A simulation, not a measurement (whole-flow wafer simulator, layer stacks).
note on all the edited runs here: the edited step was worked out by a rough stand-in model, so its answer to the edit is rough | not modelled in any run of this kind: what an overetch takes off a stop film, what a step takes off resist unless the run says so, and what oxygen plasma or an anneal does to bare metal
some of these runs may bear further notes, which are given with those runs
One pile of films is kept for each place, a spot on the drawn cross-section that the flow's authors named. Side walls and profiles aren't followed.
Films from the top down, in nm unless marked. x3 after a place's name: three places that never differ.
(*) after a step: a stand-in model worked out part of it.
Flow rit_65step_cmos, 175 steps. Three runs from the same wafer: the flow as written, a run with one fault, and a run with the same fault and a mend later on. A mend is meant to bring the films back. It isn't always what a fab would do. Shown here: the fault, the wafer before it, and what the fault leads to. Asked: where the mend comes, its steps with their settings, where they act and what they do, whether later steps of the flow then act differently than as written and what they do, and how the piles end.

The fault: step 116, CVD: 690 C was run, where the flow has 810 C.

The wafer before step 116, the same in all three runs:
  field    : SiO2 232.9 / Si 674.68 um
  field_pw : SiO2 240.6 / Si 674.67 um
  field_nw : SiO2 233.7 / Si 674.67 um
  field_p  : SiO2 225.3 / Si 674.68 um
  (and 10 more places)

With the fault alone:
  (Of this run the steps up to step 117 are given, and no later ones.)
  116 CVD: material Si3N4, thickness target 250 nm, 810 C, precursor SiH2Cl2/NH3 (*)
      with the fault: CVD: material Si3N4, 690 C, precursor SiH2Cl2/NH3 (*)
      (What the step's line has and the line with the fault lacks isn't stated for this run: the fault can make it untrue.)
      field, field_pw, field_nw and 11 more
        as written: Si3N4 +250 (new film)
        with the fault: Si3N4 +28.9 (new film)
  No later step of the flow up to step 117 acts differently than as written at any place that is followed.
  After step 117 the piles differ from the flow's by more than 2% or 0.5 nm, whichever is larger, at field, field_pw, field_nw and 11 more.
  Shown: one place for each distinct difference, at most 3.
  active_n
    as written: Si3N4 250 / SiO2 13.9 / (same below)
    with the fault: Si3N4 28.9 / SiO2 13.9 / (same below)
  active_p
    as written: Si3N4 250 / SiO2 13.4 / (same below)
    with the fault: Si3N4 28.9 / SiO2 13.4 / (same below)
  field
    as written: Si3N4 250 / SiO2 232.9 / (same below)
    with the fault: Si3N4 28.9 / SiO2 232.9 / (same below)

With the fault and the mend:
  The mend comes after step 117.
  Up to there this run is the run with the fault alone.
  117a CVD: material Si3N4, thickness target 221 nm, 810 C, precursor SiH2Cl2/NH3 (*) (the flow's step 116 once more, with other settings)
      field, field_pw, field_nw and 11 more
        Si3N4 +221
  No later step of the flow acts differently than as written, at any place that is followed, by more than 2% or 0.5 nm, whichever is larger.
  At the end the piles differ from the flow's only slightly at the places that both follow, by at most 2% or 0.5 nm, whichever is larger.
